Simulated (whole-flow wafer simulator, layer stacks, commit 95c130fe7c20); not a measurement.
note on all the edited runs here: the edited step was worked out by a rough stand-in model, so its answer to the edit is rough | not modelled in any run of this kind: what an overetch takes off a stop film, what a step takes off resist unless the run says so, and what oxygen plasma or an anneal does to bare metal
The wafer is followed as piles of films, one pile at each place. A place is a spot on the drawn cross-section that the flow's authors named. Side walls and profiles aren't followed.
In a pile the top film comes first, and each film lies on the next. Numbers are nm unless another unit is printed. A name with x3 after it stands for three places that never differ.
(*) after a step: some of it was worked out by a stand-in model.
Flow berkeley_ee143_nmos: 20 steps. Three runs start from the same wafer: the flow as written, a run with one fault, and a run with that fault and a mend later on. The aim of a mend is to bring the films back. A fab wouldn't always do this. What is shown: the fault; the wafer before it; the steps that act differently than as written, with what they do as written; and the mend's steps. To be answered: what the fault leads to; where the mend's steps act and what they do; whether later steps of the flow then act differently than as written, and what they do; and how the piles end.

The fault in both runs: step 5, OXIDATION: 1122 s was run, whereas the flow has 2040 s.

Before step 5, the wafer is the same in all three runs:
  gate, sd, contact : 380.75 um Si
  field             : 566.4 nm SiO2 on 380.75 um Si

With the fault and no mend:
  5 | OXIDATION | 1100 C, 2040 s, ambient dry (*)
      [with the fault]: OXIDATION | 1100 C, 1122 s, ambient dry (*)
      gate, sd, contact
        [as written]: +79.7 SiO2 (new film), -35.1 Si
        [with the fault]: +55.9 SiO2 (new film), -24.6 Si
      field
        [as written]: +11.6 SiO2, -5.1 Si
        [with the fault]: +6.41 SiO2, -2.82 Si
  Later steps of the flow acting differently than as written (1 more step, not shown, differs only slightly: by at most 2% or 0.5 nm, whichever is larger):
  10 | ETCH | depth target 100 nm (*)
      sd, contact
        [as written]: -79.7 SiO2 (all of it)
        [with the fault]: -55.9 SiO2 (all of it)
  The piles end different from the flow's at gate by more than 2% or 0.5 nm, whichever is larger.
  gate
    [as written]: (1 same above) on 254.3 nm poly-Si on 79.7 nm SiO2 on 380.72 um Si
    [with the fault]: (1 same above) on 254.3 nm poly-Si on 55.9 nm SiO2 on 380.73 um Si

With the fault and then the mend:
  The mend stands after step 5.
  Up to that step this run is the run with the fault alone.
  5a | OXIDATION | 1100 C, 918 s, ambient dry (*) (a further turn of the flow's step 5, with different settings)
      gate, sd, contact
        +23.9 SiO2, -10.5 Si
      field
        +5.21 SiO2, -2.29 Si
  Later steps of the flow that are run all act as written at every place that is followed, up to a difference of at most 2% or 0.5 nm, whichever is larger.
  When the end is reached, the piles differ only a little from the flow's at the places that both follow, at most by 2% or 0.5 nm, whichever is larger.
